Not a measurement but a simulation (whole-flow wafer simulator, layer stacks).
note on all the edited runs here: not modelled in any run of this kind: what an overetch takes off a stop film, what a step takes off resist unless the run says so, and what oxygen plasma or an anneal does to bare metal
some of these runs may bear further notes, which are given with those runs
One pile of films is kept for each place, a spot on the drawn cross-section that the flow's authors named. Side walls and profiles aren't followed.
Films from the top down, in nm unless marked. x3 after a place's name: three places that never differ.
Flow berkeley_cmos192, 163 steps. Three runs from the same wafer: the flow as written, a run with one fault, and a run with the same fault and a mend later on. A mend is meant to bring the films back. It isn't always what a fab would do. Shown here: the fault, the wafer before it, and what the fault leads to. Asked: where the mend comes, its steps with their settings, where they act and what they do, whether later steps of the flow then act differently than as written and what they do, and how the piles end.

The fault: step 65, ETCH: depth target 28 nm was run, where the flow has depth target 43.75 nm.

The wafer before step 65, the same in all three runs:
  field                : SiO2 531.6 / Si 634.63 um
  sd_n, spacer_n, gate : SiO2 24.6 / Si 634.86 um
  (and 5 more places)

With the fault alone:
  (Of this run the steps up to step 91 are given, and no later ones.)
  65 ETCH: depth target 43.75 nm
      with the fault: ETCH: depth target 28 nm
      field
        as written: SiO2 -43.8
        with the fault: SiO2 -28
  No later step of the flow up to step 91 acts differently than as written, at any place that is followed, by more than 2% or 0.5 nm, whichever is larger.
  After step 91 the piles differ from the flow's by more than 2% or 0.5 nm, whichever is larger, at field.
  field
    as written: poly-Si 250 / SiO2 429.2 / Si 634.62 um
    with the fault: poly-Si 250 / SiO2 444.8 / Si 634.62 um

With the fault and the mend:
  The mend comes after step 65.
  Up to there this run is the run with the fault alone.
  65a ETCH: depth target 15.75 nm (the flow's step 65 once more, with other settings)
      field
        SiO2 -15.8
  No later step of the flow acts differently than as written, at any place that is followed, by more than 2% or 0.5 nm, whichever is larger.
  At the end the piles are the same as the flow's at every place that both follow.
